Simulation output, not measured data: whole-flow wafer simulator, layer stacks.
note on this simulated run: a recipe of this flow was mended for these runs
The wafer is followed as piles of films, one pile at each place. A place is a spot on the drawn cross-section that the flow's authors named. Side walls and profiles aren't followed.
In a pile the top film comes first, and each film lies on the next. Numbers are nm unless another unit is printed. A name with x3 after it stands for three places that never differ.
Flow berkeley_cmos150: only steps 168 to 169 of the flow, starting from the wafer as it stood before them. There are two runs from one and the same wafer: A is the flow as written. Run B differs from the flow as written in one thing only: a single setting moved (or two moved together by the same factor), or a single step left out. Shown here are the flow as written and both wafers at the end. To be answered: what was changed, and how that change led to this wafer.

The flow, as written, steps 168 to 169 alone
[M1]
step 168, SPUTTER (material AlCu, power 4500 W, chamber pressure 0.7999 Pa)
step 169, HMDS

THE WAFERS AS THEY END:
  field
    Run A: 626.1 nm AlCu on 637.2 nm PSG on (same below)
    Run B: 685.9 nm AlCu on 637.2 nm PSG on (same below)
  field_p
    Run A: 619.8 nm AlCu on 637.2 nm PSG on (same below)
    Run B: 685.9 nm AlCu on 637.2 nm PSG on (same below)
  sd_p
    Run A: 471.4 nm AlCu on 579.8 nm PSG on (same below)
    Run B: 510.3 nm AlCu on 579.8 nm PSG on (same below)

What caused this: step 168, SPUTTER: chamber pressure 0.6079 Pa was run, though the flow has chamber pressure 0.7999 Pa.

Step by step, how the change led to this:
  step 168, SPUTTER (material AlCu, power 4500 W, chamber pressure 0.7999 Pa)
      field, sd_n, gate_n, gate_p, m1: A +626.1 AlCu (new film) | B +685.9 AlCu (new film)
      field_p: A +619.8 AlCu (new film) | B +685.9 AlCu (new film)
      (as well as at 2 more places)
